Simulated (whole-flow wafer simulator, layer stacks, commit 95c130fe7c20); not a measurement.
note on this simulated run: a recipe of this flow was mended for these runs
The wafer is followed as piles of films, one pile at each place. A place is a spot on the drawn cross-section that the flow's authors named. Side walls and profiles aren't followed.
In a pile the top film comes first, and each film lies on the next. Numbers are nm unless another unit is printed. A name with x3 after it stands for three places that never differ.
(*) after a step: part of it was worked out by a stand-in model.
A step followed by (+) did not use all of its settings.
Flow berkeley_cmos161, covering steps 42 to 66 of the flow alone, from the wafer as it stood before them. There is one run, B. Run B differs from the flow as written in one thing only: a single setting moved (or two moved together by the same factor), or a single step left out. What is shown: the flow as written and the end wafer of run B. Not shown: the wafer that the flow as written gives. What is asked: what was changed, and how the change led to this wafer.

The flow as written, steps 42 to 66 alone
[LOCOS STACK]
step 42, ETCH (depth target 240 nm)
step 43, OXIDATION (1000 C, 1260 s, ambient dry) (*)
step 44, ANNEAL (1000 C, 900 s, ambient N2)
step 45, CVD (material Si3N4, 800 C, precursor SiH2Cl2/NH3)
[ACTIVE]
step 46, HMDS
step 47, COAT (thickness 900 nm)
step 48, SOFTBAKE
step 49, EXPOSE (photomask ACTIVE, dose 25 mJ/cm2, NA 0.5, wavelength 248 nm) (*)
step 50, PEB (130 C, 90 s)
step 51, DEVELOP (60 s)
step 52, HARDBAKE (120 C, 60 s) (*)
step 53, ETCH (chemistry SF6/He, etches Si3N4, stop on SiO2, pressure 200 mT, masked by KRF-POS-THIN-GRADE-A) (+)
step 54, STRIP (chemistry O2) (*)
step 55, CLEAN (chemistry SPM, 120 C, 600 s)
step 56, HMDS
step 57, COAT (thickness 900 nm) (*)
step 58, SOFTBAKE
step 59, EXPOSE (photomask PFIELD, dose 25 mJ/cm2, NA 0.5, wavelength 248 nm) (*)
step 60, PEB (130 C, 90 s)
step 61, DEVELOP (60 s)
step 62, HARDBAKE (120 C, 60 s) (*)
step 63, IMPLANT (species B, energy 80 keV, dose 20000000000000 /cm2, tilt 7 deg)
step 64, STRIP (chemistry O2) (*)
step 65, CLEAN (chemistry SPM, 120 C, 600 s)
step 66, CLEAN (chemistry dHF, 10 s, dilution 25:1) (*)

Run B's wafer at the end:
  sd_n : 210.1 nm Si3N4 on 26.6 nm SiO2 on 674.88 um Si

Cause: step 45, CVD: 808 C was run, whereas the flow has 800 C.

How this came from the change, step by step:
  step 45, CVD (material Si3N4, 800 C, precursor SiH2Cl2/NH3)
      field, sd_n, spacer_n and 6 more: Si3N4 gains 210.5 (new film) (as written it would have been: Si3N4 gains 194.4 (new film))
  step 53, ETCH (chemistry SF6/He, etches Si3N4, stop on SiO2, pressure 200 mT, masked by KRF-POS-THIN-GRADE-A) (+)
      sd_n, spacer_n, gate_n, sd_p, spacer_p, gate_p, contact, m1: KrF-resist loses 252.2 (as written it would have been: KrF-resist loses 234.7)
      field: Si3N4 loses 210.5 (all of it), SiO2 loses 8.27 (as written it would have been: Si3N4 loses 194.4 (all of it), SiO2 loses 8.27)
  step 54, STRIP (chemistry O2) (*)
      sd_n, spacer_n, gate_n, sd_p, spacer_p, gate_p, contact, m1: KrF-resist loses 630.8 (all of it) (as written it would have been: KrF-resist loses 648.2 (all of it))
